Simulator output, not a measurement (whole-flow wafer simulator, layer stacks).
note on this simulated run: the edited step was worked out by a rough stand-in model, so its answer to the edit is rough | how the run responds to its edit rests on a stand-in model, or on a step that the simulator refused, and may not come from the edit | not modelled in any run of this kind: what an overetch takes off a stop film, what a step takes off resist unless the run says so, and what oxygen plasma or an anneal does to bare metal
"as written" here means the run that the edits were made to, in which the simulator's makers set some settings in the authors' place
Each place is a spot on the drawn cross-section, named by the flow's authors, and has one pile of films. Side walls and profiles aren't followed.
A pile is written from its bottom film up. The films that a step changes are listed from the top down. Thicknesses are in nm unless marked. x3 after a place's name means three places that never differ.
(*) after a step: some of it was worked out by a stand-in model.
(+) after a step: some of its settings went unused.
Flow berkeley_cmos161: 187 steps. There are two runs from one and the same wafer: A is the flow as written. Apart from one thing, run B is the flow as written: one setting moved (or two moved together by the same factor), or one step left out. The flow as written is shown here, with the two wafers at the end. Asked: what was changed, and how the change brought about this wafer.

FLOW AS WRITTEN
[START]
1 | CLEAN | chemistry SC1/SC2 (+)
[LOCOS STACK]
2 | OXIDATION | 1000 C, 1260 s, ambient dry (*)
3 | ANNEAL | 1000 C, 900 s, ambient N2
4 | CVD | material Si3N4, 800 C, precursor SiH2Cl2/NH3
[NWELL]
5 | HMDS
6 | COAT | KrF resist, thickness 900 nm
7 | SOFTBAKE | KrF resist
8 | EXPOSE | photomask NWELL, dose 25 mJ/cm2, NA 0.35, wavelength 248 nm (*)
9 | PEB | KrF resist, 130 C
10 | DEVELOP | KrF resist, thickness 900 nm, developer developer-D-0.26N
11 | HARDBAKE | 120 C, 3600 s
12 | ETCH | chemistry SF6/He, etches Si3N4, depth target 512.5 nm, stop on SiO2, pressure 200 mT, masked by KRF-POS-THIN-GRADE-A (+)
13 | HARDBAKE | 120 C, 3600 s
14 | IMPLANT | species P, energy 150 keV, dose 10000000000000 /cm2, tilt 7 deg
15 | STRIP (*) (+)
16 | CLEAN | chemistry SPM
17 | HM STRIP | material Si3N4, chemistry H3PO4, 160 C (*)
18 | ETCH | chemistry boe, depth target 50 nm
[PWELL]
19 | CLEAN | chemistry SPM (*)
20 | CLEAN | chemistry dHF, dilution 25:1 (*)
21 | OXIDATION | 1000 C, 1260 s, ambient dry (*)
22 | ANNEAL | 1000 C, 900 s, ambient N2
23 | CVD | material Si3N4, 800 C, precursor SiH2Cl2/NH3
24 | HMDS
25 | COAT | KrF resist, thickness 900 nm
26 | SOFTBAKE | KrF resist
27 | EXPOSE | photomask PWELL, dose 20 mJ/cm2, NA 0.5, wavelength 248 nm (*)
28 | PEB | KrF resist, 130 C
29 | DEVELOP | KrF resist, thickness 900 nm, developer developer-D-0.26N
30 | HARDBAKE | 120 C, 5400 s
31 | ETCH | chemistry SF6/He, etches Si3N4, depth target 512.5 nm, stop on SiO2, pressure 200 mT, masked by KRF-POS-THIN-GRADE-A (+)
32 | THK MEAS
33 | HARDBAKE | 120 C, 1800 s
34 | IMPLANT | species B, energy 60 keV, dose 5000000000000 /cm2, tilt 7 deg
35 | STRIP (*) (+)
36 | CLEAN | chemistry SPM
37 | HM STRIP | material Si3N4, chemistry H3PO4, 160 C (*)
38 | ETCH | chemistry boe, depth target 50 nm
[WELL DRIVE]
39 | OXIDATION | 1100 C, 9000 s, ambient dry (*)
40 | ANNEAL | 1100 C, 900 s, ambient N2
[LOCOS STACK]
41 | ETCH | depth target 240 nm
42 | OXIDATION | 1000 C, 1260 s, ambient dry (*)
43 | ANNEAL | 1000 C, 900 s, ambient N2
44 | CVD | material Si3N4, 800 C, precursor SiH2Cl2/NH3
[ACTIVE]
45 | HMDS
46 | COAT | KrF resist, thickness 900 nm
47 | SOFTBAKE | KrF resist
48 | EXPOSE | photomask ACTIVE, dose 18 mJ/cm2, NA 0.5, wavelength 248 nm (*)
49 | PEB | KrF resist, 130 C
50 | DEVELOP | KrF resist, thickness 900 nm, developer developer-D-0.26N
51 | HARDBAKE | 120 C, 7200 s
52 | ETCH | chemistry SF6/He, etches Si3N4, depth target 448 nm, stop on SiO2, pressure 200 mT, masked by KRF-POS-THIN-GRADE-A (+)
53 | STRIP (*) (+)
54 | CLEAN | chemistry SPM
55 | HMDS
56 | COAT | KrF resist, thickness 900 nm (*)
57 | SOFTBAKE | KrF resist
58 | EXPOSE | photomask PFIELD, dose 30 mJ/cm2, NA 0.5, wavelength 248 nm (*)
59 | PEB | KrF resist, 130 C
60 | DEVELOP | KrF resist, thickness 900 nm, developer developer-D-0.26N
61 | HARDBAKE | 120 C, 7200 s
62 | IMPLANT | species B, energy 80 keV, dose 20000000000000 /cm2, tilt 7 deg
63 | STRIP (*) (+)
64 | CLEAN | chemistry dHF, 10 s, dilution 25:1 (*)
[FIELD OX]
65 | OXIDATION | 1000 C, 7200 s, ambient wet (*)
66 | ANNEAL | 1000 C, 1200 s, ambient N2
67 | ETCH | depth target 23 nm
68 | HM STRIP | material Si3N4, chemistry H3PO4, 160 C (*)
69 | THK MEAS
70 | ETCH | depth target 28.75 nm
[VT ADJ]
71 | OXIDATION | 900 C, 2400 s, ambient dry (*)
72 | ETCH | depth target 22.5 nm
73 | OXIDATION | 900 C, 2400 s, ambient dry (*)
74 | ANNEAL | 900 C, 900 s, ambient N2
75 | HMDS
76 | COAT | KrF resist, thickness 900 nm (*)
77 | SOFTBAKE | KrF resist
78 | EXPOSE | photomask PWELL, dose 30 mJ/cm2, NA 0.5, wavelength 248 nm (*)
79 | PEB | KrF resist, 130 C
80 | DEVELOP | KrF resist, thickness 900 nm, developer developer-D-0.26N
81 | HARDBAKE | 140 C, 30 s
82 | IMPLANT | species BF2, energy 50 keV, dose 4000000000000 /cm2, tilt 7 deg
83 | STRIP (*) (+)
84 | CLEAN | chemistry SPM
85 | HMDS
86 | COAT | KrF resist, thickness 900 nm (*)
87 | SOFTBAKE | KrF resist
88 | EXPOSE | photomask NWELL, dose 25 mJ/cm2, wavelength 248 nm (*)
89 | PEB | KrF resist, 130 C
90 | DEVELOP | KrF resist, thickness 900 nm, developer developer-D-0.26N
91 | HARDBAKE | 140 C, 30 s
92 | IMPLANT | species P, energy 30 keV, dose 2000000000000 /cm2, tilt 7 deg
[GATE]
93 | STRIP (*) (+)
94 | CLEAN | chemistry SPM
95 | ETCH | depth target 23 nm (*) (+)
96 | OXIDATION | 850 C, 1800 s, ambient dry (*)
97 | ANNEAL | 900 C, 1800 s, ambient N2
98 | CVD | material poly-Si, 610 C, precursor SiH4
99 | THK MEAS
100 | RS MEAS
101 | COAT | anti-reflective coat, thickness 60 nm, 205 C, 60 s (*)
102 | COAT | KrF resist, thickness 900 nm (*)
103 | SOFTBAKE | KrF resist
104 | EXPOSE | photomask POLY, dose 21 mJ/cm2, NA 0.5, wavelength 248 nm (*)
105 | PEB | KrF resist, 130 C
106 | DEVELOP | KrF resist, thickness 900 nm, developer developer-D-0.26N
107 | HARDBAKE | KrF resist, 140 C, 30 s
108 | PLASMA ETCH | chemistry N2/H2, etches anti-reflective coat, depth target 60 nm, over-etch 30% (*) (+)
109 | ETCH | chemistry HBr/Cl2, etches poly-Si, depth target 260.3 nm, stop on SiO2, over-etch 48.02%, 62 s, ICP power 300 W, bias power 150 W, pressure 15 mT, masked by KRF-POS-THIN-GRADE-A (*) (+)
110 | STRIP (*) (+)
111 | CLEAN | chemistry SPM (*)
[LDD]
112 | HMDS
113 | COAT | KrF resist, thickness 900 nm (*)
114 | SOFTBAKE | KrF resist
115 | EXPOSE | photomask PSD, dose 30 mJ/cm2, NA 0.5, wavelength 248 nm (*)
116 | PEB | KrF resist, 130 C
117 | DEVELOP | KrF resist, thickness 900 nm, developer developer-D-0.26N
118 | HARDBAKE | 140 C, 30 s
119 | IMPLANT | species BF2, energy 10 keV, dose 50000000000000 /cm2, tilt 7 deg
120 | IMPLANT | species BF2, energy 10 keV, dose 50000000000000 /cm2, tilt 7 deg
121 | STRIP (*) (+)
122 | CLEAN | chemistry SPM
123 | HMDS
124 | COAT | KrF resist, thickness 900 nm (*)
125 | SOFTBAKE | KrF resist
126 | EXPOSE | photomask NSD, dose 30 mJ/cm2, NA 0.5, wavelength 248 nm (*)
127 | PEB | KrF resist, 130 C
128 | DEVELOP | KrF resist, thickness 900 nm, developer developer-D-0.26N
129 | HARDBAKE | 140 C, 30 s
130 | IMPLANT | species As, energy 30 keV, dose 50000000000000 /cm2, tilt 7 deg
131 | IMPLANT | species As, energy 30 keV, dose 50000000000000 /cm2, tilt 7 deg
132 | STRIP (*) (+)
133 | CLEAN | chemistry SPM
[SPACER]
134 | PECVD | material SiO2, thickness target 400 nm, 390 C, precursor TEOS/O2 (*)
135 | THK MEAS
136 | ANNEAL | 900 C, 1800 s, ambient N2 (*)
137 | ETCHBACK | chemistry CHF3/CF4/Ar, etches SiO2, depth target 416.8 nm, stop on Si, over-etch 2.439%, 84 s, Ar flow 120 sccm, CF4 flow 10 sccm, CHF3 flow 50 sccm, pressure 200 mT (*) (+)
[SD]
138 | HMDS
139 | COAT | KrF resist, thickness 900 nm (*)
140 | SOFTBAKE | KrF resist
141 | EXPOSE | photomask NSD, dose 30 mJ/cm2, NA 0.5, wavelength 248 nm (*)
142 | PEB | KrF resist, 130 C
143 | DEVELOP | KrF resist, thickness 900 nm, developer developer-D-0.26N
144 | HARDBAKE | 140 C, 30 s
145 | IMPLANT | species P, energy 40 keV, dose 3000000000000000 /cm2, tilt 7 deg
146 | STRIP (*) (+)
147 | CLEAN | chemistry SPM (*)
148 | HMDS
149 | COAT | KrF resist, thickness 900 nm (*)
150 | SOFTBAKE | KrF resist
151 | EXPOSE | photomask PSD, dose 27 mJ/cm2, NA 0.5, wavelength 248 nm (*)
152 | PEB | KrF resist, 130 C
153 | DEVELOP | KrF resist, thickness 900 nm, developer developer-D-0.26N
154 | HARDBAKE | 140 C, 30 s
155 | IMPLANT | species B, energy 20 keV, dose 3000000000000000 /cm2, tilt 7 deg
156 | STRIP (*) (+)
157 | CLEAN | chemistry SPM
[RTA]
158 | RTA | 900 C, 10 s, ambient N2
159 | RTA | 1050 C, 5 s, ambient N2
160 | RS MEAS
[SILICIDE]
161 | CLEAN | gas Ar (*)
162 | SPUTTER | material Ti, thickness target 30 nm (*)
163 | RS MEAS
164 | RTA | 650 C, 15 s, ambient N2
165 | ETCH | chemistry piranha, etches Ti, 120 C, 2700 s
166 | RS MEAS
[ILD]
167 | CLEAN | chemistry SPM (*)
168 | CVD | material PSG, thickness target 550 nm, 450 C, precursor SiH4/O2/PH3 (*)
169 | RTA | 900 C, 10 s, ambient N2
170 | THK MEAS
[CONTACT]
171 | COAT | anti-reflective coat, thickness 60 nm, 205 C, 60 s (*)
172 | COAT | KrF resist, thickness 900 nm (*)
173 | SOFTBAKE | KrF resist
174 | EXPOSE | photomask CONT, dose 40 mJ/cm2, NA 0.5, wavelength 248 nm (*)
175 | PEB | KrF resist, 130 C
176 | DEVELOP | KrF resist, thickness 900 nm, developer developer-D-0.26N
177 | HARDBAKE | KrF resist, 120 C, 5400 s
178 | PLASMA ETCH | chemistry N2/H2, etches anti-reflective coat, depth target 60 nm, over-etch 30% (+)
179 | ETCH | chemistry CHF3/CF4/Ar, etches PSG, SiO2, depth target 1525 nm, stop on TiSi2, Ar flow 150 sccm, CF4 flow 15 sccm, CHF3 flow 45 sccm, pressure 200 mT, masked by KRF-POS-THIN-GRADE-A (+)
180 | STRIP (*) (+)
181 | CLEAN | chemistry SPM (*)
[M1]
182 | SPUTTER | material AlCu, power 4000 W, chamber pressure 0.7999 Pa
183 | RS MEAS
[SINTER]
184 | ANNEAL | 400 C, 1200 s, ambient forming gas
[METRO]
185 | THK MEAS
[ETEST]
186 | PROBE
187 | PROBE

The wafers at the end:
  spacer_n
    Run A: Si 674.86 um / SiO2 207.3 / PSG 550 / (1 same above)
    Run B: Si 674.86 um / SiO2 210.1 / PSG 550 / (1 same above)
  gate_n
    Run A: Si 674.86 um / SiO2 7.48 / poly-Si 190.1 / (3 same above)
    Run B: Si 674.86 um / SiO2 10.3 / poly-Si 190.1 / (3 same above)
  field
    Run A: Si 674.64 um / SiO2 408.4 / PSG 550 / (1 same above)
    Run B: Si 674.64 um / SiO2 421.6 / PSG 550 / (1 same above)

The reason: step 95, ETCH: depth target 9.775 nm was run, though the flow has depth target 23 nm.

Step by step, how the change led to this:
  95 | ETCH | depth target 23 nm (*) (+)
      sd_n, spacer_n, gate_n, sd_p, spacer_p, gate_p, contact, m1: A -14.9 SiO2 (all of it) | B -9.77 SiO2
      field: A -23 SiO2 | B -9.78 SiO2
  96 | OXIDATION | 850 C, 1800 s, ambient dry (*)
      sd_n, spacer_n, gate_n, sd_p, spacer_p, gate_p, contact, m1: A +7.48 SiO2 (new film), -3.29 Si | B +5.15 SiO2, -2.26 Si
  101 | COAT | anti-reflective coat, thickness 60 nm, 205 C, 60 s (*)
      sd_n: A +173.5 anti-reflective coat (new film) | B +181.2 anti-reflective coat (new film)
      spacer_n: A +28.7 anti-reflective coat (new film) | B +27 anti-reflective coat (new film)
      (and at 4 other places as well)
  108 | PLASMA ETCH | chemistry N2/H2, etches anti-reflective coat, depth target 60 nm, over-etch 30% (*) (+)
      sd_n: A -173.5 anti-reflective coat (all of it), -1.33 poly-Si | B -181.2 anti-reflective coat (all of it), -1.39 poly-Si
      spacer_n: A -28.7 anti-reflective coat (all of it), -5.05 poly-Si | B -27 anti-reflective coat (all of it), -5.35 poly-Si
      (and at 2 other places as well)
  110 | STRIP (*) (+)
      gate_n: A +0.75 chemical SiO2 (new film), -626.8 KrF resist (all of it), -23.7 anti-reflective coat (all of it), -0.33 poly-Si | B +0.75 chemical SiO2 (new film), -633.1 KrF resist (all of it), -22 anti-reflective coat (all of it), -0.33 poly-Si
      gate_p: A +0.75 chemical SiO2 (new film), -598.2 KrF resist (all of it), -27.9 anti-reflective coat (all of it), -0.33 poly-Si | B +0.75 chemical SiO2 (new film), -601.9 KrF resist (all of it), -27 anti-reflective coat (all of it), -0.33 poly-Si
  171 | COAT | anti-reflective coat, thickness 60 nm, 205 C, 60 s (*)
      sd_n: A +149.7 anti-reflective coat (new film) | B +159.9 anti-reflective coat (new film)
      m1: A +97.8 anti-reflective coat (new film) | B +100.7 anti-reflective coat (new film)
  180 | STRIP (*) (+)
      sd_n: A -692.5 KrF resist (all of it), -149.7 anti-reflective coat (all of it) | B -690.3 KrF resist (all of it), -159.9 anti-reflective coat (all of it)
      m1: A -739.9 KrF resist (all of it), -97.8 anti-reflective coat (all of it) | B -744.4 KrF resist (all of it), -100.7 anti-reflective coat (all of it)
